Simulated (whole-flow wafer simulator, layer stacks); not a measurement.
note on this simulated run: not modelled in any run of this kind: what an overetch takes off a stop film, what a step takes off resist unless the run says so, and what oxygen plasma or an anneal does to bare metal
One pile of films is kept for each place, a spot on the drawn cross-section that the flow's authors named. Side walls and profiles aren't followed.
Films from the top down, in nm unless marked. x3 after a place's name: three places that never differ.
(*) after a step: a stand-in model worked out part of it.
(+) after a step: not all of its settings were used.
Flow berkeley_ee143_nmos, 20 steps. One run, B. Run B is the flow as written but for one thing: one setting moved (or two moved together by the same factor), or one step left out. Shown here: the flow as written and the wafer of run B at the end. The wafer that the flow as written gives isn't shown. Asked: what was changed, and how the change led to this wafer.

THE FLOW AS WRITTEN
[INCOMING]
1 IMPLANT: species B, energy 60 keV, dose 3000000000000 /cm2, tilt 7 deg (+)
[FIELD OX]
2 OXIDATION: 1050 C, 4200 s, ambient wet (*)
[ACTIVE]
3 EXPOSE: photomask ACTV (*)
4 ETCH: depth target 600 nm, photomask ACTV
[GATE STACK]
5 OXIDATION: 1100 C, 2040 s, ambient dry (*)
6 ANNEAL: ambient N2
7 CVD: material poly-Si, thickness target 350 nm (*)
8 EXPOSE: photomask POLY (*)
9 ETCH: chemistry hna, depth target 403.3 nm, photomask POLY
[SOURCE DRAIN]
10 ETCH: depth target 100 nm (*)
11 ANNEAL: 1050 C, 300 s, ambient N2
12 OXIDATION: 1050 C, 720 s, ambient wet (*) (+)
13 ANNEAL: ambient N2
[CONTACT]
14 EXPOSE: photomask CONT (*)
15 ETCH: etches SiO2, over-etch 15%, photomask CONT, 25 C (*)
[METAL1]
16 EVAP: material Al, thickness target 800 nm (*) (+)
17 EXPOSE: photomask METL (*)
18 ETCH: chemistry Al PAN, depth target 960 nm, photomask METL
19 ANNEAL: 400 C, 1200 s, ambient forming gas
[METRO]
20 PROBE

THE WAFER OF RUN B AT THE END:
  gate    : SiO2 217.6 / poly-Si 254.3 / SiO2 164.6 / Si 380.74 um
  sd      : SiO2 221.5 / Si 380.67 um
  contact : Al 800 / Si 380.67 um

The cause: step 4, ETCH: depth target 435 nm was run, where the flow has depth target 600 nm.

How the change led to this, step by step:
  4 ETCH: depth target 600 nm, photomask ACTV
      gate, sd, contact: SiO2 -435 (as written it would be: SiO2 -566.4 (all of it))
  5 OXIDATION: 1100 C, 2040 s, ambient dry (*)
      gate, sd, contact: SiO2 +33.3, Si -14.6 (as written it would be: SiO2 +79.7 (new film), Si -35.1)
  10 ETCH: depth target 100 nm (*)
      sd, contact: SiO2 -100 (as written it would be: SiO2 -79.7 (all of it))
  12 OXIDATION: 1050 C, 720 s, ambient wet (*) (+)
      sd, contact: SiO2 +156.9, Si -69 (as written it would be: SiO2 +189.4 (new film), Si -83.4)
  15 ETCH: etches SiO2, over-etch 15%, photomask CONT, 25 C (*)
      contact: SiO2 -221.5 (all of it) (as written it would be: SiO2 -189.4 (all of it))
